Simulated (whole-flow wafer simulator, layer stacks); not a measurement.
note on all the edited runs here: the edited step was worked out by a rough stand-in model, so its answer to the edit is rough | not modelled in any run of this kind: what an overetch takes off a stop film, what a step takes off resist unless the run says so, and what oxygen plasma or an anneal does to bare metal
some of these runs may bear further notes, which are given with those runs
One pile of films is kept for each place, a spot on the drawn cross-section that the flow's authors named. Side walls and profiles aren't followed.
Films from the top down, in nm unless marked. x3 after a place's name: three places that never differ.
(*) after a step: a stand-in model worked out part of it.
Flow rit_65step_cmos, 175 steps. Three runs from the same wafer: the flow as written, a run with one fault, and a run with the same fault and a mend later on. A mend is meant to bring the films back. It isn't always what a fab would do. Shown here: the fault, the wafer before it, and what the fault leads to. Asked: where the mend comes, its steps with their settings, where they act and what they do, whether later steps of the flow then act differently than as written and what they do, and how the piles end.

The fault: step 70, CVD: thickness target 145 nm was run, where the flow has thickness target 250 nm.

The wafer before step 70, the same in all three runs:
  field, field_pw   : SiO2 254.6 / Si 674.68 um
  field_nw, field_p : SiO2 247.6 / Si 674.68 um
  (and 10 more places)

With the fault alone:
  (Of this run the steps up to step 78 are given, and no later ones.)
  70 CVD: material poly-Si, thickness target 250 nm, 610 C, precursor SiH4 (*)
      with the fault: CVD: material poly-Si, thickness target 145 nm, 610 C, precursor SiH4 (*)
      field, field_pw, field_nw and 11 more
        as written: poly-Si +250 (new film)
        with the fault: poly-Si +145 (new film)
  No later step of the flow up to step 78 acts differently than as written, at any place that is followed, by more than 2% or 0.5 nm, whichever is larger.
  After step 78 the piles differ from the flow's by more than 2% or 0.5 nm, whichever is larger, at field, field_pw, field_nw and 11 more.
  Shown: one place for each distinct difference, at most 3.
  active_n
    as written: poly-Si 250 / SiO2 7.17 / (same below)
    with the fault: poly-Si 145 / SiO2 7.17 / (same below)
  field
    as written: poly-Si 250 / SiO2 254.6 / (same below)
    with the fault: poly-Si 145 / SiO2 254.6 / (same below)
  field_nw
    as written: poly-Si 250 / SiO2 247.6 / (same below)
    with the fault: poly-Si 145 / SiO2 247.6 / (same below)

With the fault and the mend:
  The mend comes after step 71.
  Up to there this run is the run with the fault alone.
  71a CVD: material poly-Si, thickness target 105 nm, 610 C, 930 s, precursor SiH4 (*) (the flow's step 70 once more, with other settings)
      field, field_pw, field_nw and 11 more
        poly-Si +105
  No later step of the flow acts differently than as written at any place that is followed.
  At the end the piles are the same as the flow's at every place that both follow.
